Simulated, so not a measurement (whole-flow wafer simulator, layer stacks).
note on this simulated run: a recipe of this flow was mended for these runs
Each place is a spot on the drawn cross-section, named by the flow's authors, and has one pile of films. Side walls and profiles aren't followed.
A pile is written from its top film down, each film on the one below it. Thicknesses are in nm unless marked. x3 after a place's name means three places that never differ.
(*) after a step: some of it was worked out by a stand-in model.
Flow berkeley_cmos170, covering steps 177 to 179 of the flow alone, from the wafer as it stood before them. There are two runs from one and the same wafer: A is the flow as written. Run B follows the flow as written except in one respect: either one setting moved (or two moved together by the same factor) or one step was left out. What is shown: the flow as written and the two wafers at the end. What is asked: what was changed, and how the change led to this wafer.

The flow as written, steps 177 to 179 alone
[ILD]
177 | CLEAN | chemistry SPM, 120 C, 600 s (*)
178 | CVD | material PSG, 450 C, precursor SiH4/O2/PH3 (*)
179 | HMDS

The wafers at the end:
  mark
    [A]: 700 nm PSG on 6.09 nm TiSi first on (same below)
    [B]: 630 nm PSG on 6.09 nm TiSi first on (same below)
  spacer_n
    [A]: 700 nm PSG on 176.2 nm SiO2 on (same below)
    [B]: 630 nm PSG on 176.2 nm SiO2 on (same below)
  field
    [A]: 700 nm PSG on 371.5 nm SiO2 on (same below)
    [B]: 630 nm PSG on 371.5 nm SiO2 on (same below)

What caused this: step 178, CVD: 434 C was run, whereas the flow has 450 C.

The path from the change to this, step by step:
  178 | CVD | material PSG, 450 C, precursor SiH4/O2/PH3 (*)
      field, mark, sd_n and 10 more: A PSG gains 700 (new film) | B PSG gains 630 (new film)
